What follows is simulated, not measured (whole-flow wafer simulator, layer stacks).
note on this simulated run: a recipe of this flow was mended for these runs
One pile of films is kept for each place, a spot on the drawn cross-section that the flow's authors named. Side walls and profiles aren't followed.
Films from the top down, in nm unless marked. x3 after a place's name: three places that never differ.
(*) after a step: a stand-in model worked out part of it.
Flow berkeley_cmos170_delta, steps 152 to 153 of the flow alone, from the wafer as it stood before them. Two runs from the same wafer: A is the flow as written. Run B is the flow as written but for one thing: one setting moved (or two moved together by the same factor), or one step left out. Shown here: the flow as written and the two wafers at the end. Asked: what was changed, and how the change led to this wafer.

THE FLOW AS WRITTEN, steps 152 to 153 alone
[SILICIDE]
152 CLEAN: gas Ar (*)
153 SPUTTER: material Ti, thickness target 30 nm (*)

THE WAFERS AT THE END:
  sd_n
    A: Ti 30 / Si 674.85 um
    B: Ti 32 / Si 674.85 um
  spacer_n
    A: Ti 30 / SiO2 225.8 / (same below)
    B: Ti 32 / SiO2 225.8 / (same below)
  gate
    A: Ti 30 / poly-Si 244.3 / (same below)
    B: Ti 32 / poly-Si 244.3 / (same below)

The cause: step 153, SPUTTER: thickness target 32 nm was run, where the flow has thickness target 30 nm.
It can be read off the wafer: sd_n has Ti 32, and step 153 as written asks for 30 nm.

How the change led to this, step by step:
  153 SPUTTER: material Ti, thickness target 30 nm (*)
      field, sd_n, spacer_n, gate, spacer_p, gate_p, contact x2: A Ti +30 (new film) | B Ti +32 (new film)
      sd_p: A Ti +27.5 (new film) | B Ti +29.3 (new film)
